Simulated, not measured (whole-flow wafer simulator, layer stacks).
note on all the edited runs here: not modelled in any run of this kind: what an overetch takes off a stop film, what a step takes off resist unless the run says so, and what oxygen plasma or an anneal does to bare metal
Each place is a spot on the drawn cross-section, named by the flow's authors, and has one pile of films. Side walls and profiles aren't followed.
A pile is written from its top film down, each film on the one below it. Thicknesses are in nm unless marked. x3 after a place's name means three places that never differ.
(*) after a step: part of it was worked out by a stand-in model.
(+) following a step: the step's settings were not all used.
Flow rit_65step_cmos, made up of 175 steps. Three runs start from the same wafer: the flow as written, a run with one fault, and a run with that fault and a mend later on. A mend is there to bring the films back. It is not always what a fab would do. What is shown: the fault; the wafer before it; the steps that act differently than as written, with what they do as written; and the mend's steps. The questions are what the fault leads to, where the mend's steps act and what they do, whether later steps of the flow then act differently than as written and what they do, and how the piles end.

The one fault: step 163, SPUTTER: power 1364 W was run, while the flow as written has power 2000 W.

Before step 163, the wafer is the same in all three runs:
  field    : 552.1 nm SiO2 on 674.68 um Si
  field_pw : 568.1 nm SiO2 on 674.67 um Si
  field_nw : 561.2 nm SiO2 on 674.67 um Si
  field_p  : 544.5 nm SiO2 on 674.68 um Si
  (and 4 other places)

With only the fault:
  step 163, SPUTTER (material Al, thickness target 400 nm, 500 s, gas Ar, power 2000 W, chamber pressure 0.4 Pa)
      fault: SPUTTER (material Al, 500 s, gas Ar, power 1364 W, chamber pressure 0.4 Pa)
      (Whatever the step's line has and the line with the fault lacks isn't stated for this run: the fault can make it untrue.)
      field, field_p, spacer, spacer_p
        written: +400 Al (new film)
        fault: +272.8 Al (new film)
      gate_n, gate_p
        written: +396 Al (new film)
        fault: +272.8 Al (new film)
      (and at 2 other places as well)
  Later steps of the flow acting differently than as written (3 more steps, not shown, differ only slightly: by at most 2% or 0.5 nm, whichever is larger):
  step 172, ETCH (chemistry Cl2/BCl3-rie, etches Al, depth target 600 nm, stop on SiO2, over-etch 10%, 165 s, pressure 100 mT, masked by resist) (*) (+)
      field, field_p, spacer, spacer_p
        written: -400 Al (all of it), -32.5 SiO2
        fault: -272.8 Al (all of it), -48.4 SiO2
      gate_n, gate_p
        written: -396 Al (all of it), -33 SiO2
        fault: -272.8 Al (all of it), -48.4 SiO2
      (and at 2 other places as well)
  By the end, the piles at field, field_pw, field_nw, field_p, gate_n, gate_p, spacer, spacer_p depart from the flow's by more than 2% or 0.5 nm, whichever is larger.
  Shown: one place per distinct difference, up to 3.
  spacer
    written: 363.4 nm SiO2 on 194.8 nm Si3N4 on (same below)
    fault: 347.5 nm SiO2 on 194.8 nm Si3N4 on (same below)
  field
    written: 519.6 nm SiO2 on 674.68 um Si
    fault: 503.7 nm SiO2 on 674.68 um Si
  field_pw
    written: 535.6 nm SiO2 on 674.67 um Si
    fault: 519.7 nm SiO2 on 674.67 um Si

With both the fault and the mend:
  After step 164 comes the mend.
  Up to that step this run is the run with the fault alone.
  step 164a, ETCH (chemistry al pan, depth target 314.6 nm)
      field, field_p, gate_n, gate_p, spacer, spacer_p
        -272.8 Al (all of it)
      field_pw, field_nw
        -272.6 Al (all of it)
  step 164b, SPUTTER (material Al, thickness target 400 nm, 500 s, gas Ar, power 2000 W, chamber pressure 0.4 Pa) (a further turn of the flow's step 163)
      field, field_pw, field_p, spacer, spacer_p
        +400 Al (new film)
      gate_n, gate_p
        +396 Al (new film)
      field_nw
        +397.2 Al (new film)
  None of the later steps of the flow acts differently than as written at any place that is followed.
  At every place that both follow, the piles at the end match the flow's.
